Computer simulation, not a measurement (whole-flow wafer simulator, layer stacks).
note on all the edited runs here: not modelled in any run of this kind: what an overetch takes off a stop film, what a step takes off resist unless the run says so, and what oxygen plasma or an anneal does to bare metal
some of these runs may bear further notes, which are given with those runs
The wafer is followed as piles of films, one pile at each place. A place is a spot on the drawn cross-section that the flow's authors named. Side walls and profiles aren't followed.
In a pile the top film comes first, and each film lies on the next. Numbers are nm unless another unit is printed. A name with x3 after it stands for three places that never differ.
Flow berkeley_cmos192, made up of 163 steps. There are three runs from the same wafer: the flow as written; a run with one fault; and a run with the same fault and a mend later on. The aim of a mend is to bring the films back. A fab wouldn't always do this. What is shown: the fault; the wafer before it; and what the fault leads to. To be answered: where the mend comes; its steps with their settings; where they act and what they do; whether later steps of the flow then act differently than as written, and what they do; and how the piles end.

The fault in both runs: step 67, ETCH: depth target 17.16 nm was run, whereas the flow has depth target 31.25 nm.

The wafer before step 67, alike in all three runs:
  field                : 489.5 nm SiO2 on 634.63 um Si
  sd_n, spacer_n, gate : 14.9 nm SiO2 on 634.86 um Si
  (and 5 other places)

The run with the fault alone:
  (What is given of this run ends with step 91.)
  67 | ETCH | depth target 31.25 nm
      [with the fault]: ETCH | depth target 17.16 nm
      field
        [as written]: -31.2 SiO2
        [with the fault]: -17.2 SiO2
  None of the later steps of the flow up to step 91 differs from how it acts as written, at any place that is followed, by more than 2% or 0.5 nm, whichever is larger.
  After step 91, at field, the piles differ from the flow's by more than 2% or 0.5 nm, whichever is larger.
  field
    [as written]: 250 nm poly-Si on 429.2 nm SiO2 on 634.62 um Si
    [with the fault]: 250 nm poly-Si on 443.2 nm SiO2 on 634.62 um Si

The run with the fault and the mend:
  After step 67 comes the mend.
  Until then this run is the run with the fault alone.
  67a | ETCH | depth target 14.09 nm (a further turn of the flow's step 67, with different settings)
      field
        -14.1 SiO2
  None of the later steps of the flow differs from how it acts as written, at any place that is followed, by more than 2% or 0.5 nm, whichever is larger.
  By the end, the piles equal the flow's at every place that both follow.
